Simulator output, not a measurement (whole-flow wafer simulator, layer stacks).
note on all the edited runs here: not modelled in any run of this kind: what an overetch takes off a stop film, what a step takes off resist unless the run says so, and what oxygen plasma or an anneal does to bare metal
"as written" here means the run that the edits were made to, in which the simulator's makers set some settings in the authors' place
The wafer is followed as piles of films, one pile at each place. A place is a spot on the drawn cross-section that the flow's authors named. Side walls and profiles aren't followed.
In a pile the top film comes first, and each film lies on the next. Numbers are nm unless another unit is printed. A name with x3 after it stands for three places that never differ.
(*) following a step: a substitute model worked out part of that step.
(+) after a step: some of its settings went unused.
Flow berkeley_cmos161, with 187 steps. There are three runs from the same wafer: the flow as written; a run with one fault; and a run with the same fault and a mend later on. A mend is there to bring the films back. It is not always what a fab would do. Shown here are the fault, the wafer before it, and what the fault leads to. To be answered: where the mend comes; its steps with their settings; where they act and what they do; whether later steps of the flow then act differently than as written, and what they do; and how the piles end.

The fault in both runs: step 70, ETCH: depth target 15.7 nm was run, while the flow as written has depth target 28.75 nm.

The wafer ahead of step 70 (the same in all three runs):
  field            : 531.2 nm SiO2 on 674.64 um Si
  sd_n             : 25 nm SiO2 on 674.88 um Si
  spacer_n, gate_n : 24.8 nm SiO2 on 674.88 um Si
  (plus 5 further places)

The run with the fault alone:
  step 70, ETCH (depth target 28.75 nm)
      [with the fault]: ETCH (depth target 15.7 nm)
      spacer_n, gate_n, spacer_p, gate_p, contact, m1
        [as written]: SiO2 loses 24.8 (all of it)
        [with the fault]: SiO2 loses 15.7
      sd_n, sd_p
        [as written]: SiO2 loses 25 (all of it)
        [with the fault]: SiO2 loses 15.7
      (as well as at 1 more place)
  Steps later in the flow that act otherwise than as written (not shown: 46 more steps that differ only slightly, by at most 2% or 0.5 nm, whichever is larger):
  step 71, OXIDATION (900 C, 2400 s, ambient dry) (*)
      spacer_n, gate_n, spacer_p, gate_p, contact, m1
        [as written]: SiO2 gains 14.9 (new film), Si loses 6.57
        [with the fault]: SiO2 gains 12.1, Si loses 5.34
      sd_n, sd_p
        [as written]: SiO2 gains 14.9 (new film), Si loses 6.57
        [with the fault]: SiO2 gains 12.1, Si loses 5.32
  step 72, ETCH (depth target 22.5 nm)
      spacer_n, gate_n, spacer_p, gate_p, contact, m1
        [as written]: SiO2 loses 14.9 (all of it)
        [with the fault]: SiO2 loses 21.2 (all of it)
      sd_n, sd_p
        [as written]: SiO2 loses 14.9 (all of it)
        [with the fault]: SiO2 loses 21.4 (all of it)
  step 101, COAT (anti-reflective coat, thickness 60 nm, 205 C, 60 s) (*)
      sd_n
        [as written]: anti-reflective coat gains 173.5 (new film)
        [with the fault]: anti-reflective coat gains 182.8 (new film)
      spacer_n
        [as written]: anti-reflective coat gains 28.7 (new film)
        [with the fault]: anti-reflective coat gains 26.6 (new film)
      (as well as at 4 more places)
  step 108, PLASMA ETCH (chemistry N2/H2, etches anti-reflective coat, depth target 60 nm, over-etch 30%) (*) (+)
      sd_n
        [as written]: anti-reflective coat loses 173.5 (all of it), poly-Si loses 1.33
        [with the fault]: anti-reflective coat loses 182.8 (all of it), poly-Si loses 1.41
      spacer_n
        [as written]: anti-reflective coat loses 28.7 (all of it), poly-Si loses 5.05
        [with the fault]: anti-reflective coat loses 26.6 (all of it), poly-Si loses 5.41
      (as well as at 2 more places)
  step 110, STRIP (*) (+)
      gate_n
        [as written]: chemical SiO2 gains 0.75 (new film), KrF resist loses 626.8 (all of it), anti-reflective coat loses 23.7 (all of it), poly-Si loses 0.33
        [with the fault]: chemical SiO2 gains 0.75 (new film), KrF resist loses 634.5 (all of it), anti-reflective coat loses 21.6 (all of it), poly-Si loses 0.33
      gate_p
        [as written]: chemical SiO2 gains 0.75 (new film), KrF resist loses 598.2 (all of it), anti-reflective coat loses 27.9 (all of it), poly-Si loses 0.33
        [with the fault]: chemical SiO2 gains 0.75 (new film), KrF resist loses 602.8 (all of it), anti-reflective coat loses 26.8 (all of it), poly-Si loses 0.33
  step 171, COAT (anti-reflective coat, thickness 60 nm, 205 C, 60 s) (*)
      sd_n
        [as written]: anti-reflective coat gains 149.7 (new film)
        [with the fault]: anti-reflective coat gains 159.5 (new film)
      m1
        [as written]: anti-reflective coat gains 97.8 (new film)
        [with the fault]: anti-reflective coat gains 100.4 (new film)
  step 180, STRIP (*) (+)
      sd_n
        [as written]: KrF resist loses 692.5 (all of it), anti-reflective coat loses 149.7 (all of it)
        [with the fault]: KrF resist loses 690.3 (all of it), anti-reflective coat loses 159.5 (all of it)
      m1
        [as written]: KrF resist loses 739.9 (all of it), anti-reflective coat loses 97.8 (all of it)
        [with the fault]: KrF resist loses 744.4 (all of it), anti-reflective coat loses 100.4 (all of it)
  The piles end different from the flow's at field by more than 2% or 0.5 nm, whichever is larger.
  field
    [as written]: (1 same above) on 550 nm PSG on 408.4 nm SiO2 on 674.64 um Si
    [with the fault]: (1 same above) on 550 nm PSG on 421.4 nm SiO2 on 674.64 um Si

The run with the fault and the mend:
  The mend follows step 70.
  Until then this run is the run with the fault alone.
  step 70a, ETCH (depth target 13.05 nm) (a further turn of the flow's step 70, with different settings)
      spacer_n, gate_n, spacer_p, gate_p, contact, m1
        SiO2 loses 9.1 (all of it)
      sd_n, sd_p
        SiO2 loses 9.34 (all of it)
      field
        SiO2 loses 13.1
  Later steps of the flow that are run all act as written at every place that is followed.
  The piles end the same as the flow's at every place that both follow.
